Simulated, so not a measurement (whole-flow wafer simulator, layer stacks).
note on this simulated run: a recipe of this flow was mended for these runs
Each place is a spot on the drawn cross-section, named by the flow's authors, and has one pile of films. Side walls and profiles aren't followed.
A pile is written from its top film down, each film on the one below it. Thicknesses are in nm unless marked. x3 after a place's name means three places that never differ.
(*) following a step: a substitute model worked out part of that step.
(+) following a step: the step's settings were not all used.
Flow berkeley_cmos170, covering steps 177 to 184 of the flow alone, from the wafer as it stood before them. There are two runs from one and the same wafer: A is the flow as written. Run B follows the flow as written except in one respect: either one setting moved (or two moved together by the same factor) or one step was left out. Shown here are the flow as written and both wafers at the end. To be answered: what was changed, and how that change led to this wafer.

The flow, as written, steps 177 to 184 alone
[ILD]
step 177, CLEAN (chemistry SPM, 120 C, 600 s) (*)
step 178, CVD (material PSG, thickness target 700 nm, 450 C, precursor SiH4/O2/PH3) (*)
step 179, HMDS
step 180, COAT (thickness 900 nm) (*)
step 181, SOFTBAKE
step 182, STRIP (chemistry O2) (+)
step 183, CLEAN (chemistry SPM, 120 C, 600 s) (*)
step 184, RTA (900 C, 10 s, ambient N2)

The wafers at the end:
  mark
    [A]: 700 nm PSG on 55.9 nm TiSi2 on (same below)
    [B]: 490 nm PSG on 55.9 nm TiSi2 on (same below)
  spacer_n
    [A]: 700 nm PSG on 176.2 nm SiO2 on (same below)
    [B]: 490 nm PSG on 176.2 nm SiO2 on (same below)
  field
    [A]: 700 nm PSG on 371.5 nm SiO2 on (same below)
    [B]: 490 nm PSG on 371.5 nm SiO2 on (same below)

What caused this: step 178, CVD: thickness target 490 nm was run, though the flow has thickness target 700 nm.
The wafer itself shows it: mark has PSG 490, and step 178 as written asks for 700 nm.

Step by step, how the change led to this:
  step 178, CVD (material PSG, thickness target 700 nm, 450 C, precursor SiH4/O2/PH3) (*)
      field, mark, sd_n and 10 more: A +700 PSG (new film) | B +490 PSG (new film)
